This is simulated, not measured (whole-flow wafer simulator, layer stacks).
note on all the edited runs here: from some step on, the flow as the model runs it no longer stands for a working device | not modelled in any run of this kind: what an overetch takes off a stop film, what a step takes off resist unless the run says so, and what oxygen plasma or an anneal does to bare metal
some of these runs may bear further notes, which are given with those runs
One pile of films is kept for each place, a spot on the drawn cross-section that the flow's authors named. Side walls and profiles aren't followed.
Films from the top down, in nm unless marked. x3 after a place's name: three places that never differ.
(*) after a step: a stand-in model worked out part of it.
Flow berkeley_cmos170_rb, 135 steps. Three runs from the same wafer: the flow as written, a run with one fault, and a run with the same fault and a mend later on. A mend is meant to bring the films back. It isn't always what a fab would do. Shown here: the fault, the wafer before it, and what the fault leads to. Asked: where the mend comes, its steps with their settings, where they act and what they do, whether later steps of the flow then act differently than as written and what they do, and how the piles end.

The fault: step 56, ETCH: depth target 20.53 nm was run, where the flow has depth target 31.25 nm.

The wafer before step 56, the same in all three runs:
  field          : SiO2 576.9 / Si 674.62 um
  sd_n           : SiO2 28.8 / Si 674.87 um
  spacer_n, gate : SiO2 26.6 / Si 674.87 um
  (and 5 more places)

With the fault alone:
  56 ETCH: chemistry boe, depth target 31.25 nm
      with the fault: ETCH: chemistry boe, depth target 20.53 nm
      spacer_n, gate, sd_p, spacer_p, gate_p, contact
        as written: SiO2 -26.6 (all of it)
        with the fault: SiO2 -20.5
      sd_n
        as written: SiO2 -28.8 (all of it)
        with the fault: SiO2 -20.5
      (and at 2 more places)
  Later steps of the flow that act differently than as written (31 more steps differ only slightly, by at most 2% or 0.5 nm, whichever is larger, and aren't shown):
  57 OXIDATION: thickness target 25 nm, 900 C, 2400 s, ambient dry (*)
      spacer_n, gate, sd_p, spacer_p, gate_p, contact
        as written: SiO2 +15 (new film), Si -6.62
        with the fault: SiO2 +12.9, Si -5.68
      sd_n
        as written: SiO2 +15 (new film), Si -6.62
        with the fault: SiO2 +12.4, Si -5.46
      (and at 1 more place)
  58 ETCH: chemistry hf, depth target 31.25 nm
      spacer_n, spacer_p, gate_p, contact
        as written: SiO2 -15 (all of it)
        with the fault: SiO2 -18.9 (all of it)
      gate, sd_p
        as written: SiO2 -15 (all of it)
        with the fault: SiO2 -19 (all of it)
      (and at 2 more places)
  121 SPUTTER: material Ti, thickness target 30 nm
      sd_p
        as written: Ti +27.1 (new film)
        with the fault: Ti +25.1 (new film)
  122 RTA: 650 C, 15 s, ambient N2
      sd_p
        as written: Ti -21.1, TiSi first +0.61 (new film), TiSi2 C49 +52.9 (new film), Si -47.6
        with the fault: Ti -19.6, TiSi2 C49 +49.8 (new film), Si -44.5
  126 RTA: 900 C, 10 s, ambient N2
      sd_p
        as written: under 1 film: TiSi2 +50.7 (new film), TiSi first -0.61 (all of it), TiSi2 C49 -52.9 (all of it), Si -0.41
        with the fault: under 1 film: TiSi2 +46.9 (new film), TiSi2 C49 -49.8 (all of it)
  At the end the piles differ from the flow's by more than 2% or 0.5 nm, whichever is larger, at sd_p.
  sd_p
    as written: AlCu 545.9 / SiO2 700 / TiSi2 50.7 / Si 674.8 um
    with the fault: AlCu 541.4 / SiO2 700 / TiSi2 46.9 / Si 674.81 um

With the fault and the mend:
  The mend comes after step 56.
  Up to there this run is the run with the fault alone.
  56a ETCH: chemistry boe, depth target 10.72 nm (the flow's step 56 once more, with other settings)
      spacer_n, spacer_p, gate_p, contact
        SiO2 -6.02 (all of it)
      gate, sd_p
        SiO2 -6.1 (all of it)
      field
        SiO2 -10.7
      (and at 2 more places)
  No later step of the flow acts differently than as written, at any place that is followed, by more than 2% or 0.5 nm, whichever is larger.
  At the end the piles are the same as the flow's at every place that both follow.
